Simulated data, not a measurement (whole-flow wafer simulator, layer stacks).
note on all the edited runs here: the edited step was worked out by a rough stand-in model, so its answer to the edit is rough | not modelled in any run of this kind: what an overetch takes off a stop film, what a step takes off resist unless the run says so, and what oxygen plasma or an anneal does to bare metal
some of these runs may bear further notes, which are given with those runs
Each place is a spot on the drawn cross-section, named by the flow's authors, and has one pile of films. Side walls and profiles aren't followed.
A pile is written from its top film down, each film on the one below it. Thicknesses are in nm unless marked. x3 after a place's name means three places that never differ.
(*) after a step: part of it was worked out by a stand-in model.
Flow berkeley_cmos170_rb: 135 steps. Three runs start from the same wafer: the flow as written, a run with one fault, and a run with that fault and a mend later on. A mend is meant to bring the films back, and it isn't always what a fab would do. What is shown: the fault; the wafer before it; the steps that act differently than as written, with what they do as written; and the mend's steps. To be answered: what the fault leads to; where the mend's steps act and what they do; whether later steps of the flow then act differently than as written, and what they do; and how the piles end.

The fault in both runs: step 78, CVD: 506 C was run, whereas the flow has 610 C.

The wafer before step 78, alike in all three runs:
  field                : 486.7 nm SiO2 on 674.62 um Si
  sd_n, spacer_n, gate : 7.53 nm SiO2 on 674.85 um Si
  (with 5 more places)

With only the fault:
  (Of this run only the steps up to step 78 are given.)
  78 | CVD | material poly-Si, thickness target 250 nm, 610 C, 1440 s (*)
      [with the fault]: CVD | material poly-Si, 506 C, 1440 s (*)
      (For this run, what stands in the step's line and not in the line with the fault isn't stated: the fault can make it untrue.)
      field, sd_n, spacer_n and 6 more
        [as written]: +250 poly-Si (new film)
        [with the fault]: +16.8 poly-Si (new film)
  The piles after step 78 differ from the flow's at field, sd_n, spacer_n and 6 more by more than 2% or 0.5 nm, whichever is larger.
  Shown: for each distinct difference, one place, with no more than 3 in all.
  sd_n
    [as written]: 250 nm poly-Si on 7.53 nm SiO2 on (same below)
    [with the fault]: 16.8 nm poly-Si on 7.53 nm SiO2 on (same below)
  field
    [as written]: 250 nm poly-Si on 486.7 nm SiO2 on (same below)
    [with the fault]: 16.8 nm poly-Si on 486.7 nm SiO2 on (same below)

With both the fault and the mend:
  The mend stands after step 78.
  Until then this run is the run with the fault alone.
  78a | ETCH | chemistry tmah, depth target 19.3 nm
      field, sd_n, spacer_n and 6 more
        -16.8 poly-Si (all of it)
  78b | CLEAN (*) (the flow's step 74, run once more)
      does not change any film at any place that is followed
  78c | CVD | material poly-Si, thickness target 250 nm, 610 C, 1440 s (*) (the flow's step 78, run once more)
      field, sd_n, spacer_n and 6 more
        +250 poly-Si (new film)
  None of the later steps of the flow differs from how it acts as written, at any place that is followed, by more than 2% or 0.5 nm, whichever is larger.
  By the end, the piles equal the flow's at every place that both follow.
